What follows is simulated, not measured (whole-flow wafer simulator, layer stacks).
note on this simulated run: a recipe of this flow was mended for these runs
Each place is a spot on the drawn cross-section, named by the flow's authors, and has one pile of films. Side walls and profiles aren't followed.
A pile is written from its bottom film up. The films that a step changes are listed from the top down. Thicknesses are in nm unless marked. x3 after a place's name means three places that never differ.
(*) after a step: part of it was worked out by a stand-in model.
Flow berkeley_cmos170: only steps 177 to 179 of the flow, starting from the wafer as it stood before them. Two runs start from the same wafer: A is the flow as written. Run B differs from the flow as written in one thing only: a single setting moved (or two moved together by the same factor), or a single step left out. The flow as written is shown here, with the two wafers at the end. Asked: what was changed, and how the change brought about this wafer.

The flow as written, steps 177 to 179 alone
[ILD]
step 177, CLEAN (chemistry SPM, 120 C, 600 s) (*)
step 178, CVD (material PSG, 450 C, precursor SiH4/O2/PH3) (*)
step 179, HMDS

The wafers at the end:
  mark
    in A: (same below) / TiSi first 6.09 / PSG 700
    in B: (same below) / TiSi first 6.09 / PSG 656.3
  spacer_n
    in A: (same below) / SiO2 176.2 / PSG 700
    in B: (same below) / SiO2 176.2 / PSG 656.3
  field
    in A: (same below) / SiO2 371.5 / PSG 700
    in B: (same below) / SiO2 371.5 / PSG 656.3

The reason: step 178, CVD: 440 C was run, while the flow as written has 450 C.

How this came from the change, step by step:
  step 178, CVD (material PSG, 450 C, precursor SiH4/O2/PH3) (*)
      field, mark, sd_n and 10 more: A PSG gains 700 (new film) | B PSG gains 656.3 (new film)
